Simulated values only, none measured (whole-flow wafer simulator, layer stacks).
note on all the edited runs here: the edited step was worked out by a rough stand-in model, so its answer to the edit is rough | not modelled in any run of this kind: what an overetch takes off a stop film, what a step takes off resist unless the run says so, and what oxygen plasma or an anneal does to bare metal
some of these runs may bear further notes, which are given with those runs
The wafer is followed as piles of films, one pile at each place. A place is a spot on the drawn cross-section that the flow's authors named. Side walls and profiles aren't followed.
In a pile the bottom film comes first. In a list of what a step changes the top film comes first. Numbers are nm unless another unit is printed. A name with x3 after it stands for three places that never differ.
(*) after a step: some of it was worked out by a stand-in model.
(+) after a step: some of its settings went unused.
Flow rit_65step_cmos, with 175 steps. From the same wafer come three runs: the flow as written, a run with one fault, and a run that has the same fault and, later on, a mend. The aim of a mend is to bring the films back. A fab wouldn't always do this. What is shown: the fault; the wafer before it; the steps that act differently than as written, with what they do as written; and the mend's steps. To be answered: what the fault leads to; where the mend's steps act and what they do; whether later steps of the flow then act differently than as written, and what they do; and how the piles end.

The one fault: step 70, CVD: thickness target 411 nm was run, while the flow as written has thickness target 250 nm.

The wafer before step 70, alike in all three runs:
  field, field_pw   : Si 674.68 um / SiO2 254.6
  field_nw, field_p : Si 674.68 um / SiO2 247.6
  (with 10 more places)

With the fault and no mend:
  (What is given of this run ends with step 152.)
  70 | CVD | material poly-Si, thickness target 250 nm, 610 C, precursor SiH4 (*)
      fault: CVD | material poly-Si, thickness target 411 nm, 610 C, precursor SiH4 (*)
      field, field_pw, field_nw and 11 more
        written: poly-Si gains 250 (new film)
        fault: poly-Si gains 411 (new film)
  Steps further on in the flow that do not act as written (4 other steps are not shown; they differ only slightly, by no more than 2% or 0.5 nm, whichever is larger):
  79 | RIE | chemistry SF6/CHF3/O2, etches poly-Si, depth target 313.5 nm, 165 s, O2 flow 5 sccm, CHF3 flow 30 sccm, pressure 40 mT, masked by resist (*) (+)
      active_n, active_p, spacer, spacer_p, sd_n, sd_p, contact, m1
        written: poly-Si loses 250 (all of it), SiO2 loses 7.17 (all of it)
        fault: poly-Si loses 313.5
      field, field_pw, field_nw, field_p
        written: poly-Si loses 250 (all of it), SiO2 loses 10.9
        fault: poly-Si loses 313.5
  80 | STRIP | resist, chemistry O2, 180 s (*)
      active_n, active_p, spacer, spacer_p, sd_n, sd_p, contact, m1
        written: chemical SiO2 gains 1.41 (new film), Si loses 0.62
        fault: chemical SiO2 gains 1.41 (new film), poly-Si loses 0.62
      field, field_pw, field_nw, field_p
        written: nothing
        fault: chemical SiO2 gains 1.41 (new film), poly-Si loses 0.62
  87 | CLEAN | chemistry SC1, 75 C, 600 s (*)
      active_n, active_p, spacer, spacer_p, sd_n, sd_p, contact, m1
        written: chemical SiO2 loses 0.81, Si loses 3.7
        fault: chemical SiO2 loses 0.81, poly-Si loses 3.7
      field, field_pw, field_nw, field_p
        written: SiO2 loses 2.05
        fault: chemical SiO2 loses 0.81, poly-Si loses 3.7
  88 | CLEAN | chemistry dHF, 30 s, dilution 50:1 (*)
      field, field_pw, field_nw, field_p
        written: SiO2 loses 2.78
        fault: chemical SiO2 loses 0.6 (all of it)
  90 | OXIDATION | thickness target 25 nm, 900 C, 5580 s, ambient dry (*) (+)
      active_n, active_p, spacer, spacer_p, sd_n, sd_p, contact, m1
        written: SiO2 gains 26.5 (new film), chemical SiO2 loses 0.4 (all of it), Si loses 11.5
        fault: SiO2 gains 28.9 (new film), chemical SiO2 loses 0.4 (all of it), poly-Si loses 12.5
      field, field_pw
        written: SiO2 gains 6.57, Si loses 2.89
        fault: SiO2 gains 28.9 (new film), chemical SiO2 loses 0.4 (all of it), poly-Si loses 12.5
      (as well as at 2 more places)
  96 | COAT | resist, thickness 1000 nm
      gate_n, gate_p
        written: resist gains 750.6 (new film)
        fault: resist gains 700.9 (new film)
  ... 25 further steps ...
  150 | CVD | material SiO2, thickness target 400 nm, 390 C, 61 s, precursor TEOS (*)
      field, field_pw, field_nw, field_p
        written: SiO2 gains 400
        fault: SiO2 gains 400 (new film)
  The piles after step 152 differ from the flow's at field, field_pw, field_nw, field_p, gate_n, gate_p, spacer, spacer_p by more than 2% or 0.5 nm, whichever is larger.
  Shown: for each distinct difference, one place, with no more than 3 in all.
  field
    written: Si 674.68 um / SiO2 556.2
    fault: Si 674.68 um / SiO2 254.6 / TiSi2 C49 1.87 / TiSi first 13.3 / SiO2 400
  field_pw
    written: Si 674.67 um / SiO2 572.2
    fault: Si 674.68 um / SiO2 254.6 / TiSi2 C49 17 / TiSi first 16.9 / SiO2 400
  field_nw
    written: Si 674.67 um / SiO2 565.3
    fault: Si 674.68 um / SiO2 247.6 / TiSi2 C49 17 / TiSi first 16.9 / SiO2 400

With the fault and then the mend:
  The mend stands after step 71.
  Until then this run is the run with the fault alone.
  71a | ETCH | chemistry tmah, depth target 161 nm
      field, field_pw, field_nw and 11 more
        poly-Si loses 161
  None of the later steps of the flow acts differently than as written at any place that is followed.
  At every place that both follow, the piles at the end match the flow's.
